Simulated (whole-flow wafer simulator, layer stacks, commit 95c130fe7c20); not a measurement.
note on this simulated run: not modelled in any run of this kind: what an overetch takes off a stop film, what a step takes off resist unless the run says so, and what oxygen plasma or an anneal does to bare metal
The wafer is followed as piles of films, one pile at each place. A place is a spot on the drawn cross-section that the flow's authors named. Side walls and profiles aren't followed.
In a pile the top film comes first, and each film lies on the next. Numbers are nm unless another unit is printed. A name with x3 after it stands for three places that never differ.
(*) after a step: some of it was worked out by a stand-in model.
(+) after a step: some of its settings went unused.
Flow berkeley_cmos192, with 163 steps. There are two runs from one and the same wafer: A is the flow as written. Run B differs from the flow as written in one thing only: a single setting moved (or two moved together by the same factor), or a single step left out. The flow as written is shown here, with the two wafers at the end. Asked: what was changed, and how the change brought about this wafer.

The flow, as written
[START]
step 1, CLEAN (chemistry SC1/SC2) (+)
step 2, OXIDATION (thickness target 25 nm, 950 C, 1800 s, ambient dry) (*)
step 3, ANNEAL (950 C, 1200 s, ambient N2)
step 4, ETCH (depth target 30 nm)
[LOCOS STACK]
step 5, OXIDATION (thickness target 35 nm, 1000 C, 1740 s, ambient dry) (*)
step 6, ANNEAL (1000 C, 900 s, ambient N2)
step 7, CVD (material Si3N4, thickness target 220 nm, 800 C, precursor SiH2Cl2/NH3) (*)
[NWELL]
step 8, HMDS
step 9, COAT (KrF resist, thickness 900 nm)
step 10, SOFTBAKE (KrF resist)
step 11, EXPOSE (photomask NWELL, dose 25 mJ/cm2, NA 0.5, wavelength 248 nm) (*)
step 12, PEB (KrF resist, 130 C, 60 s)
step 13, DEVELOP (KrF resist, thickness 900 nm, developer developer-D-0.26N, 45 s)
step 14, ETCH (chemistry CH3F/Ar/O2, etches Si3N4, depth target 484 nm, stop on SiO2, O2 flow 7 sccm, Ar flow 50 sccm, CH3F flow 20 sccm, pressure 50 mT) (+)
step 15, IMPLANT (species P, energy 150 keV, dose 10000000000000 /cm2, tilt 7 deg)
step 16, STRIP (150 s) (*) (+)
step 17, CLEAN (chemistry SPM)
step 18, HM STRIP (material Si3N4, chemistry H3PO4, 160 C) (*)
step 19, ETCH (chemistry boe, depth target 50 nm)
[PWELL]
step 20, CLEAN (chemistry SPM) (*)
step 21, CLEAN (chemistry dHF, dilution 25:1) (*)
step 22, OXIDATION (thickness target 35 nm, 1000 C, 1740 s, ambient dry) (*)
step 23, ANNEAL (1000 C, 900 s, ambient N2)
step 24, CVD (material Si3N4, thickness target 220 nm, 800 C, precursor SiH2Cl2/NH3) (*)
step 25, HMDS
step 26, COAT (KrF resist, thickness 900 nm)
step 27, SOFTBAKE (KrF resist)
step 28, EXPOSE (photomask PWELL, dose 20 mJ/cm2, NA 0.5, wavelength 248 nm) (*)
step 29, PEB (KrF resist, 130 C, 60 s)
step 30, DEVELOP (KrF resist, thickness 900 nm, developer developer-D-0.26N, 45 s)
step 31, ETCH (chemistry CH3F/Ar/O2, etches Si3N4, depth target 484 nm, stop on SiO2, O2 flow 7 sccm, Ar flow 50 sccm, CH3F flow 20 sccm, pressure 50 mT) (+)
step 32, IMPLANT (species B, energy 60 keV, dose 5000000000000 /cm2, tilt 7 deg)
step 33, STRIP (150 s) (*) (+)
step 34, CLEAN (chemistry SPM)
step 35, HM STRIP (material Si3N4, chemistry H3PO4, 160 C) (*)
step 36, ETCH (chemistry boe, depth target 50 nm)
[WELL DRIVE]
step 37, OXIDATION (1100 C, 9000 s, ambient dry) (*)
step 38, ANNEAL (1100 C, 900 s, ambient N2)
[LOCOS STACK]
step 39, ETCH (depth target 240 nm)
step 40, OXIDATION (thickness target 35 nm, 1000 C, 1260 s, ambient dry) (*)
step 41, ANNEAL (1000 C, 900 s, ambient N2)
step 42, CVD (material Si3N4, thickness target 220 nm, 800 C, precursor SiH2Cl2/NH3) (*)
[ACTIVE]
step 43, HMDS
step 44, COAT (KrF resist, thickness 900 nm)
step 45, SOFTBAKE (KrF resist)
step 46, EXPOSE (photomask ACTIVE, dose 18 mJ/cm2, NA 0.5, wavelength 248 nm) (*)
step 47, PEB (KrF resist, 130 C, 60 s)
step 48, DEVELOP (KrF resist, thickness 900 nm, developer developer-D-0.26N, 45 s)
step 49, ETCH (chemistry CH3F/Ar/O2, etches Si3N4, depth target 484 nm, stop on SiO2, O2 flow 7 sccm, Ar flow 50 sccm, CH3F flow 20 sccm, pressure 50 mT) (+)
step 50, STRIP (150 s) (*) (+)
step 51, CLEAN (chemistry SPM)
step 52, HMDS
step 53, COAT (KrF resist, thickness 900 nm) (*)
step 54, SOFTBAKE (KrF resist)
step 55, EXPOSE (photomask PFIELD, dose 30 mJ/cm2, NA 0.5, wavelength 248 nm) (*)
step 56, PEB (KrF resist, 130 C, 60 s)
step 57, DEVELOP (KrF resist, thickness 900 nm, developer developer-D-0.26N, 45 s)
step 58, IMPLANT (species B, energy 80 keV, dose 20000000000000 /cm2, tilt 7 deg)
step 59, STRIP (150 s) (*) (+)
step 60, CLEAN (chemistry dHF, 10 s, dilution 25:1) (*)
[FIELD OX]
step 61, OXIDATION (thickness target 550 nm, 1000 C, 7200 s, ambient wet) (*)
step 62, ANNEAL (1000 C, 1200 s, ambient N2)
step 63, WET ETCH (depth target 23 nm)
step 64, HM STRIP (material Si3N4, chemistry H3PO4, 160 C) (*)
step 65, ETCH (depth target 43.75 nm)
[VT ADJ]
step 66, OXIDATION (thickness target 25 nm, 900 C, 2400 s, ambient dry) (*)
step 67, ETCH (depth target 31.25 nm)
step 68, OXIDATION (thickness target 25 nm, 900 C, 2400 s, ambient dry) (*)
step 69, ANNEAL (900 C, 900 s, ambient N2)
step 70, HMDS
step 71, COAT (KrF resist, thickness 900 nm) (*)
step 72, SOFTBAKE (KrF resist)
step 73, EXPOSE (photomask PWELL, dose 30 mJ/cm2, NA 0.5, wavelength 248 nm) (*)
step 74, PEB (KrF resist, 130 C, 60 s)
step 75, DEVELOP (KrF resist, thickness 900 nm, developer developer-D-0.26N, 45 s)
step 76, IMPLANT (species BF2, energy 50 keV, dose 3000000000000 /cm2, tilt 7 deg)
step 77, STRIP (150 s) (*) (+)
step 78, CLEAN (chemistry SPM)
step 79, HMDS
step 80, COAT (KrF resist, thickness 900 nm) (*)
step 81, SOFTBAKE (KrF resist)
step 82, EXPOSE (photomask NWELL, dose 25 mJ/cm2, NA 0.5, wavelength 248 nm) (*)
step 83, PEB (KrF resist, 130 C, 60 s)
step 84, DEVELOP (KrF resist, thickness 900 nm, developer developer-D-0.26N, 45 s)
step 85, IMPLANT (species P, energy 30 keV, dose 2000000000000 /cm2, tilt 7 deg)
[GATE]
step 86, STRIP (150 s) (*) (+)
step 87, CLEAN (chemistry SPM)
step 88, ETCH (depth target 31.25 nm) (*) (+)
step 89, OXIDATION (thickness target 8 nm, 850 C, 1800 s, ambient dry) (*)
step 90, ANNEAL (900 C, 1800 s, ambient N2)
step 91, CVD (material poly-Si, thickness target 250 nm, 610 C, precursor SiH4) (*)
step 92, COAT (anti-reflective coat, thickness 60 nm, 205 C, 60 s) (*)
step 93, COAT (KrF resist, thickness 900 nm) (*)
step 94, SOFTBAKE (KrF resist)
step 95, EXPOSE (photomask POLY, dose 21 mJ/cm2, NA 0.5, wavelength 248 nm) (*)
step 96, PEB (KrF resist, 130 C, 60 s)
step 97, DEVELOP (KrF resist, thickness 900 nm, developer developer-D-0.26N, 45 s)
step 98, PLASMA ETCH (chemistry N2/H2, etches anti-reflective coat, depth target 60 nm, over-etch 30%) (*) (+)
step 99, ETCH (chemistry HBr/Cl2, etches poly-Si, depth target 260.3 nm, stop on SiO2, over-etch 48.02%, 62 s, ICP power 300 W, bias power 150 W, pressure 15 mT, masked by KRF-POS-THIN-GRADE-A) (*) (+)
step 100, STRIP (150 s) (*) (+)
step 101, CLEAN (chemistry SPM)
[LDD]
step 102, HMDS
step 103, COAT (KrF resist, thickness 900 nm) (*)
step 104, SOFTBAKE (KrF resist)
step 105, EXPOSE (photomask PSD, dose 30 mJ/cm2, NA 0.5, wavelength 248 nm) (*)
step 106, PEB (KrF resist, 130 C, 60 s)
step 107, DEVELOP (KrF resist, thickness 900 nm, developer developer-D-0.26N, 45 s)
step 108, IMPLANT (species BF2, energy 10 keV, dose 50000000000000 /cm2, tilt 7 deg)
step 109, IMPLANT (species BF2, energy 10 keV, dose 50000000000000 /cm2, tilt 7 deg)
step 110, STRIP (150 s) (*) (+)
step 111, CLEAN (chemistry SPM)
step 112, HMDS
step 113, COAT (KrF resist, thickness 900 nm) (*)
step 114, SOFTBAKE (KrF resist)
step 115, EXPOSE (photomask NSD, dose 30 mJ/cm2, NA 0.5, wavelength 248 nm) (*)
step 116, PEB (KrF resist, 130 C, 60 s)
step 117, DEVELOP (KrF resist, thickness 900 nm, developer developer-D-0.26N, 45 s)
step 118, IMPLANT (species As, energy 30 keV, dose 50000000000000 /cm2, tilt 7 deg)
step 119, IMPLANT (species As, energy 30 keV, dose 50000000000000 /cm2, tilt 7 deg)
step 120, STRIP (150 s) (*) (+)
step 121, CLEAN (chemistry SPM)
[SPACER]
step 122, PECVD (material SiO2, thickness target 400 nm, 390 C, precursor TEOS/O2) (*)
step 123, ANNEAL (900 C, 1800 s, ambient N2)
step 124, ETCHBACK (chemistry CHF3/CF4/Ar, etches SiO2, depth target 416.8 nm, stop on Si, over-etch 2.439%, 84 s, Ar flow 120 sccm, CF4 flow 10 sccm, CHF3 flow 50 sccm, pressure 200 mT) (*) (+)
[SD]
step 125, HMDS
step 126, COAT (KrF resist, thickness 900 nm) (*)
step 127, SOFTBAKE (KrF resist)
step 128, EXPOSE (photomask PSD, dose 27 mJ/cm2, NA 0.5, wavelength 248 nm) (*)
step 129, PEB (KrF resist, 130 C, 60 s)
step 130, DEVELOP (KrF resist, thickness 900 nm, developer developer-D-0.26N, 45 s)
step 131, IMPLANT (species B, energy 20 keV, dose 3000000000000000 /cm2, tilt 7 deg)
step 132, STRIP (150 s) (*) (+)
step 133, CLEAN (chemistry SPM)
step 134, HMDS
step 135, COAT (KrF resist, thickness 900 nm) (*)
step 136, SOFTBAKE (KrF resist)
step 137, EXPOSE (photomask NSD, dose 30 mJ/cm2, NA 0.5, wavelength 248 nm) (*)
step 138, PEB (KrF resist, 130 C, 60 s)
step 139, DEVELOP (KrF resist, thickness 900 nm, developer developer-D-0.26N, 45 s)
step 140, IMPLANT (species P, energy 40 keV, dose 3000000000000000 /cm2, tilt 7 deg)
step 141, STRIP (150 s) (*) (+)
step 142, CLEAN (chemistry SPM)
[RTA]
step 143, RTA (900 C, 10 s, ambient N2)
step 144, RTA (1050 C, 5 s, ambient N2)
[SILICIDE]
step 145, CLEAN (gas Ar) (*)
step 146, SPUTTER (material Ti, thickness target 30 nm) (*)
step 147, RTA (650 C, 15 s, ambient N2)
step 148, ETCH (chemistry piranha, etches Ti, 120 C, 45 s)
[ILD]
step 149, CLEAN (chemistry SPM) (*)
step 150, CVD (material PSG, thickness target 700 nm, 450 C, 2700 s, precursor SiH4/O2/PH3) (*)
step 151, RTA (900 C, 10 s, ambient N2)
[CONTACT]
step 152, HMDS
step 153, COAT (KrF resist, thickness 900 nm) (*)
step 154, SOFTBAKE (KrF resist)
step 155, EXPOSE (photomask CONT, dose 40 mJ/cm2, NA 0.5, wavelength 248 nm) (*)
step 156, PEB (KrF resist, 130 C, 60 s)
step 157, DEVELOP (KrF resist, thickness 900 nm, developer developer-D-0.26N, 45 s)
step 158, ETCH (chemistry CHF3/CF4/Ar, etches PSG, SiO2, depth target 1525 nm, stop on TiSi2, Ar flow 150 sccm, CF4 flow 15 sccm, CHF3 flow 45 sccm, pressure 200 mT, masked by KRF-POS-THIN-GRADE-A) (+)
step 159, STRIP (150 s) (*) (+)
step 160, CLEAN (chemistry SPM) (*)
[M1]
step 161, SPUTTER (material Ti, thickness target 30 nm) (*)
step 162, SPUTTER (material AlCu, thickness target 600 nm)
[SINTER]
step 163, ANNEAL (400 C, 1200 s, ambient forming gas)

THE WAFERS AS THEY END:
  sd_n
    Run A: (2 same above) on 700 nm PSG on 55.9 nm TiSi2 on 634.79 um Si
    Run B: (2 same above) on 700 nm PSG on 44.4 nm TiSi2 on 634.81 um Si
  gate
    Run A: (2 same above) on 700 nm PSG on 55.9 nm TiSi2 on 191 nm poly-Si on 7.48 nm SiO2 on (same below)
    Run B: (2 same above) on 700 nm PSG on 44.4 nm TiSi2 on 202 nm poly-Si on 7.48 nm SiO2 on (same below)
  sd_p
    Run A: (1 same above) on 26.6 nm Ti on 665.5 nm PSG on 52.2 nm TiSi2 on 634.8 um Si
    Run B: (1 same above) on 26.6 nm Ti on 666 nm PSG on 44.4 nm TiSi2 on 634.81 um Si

The reason: step 147, RTA: 618 C was run, while the flow as written has 650 C.

How this came from the change, step by step:
  step 147, RTA (650 C, 15 s, ambient N2)
      sd_n, contact, m1: A Ti loses 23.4, TiSi first gains 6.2 (new film), TiSi2 C49 gains 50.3 (new film), Si loses 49 | B Ti loses 18.6, TiSi first gains 20.9 (new film), TiSi2 C49 gains 16.2 (new film), Si loses 28.3
      gate, gate_p: A Ti loses 23.4, TiSi first gains 6.2 (new film), TiSi2 C49 gains 50.3 (new film), poly-Si loses 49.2 | B Ti loses 18.6, TiSi first gains 20.9 (new film), TiSi2 C49 gains 16.2 (new film), poly-Si loses 28.4
      (as well as at 1 more place)
  step 148, ETCH (chemistry piranha, etches Ti, 120 C, 45 s)
      sd_n, gate, gate_p, contact, m1: A Ti loses 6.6 (all of it), TiSi first loses 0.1 | B Ti loses 11.4 (all of it), TiSi first loses 0.1
      sd_p: A Ti loses 6.17 (all of it), TiSi first loses 0.1 | B Ti loses 9.45 (all of it), TiSi first loses 0.1
  step 151, RTA (900 C, 10 s, ambient N2)
      sd_n, contact, m1: A under 1 film: TiSi2 gains 55.9 (new film), TiSi first loses 6.09 (all of it), TiSi2 C49 loses 50.3 (all of it), Si loses 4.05 | B under 1 film: TiSi2 gains 44.4 (new film), TiSi first loses 20.8 (all of it), TiSi2 C49 loses 16.2 (all of it), Si loses 13.8
      gate, gate_p: A under 1 film: TiSi2 gains 55.9 (new film), TiSi first loses 6.09 (all of it), TiSi2 C49 loses 50.3 (all of it), poly-Si loses 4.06 | B under 1 film: TiSi2 gains 44.4 (new film), TiSi first loses 20.8 (all of it), TiSi2 C49 loses 16.2 (all of it), poly-Si loses 13.9
      (as well as at 1 more place)
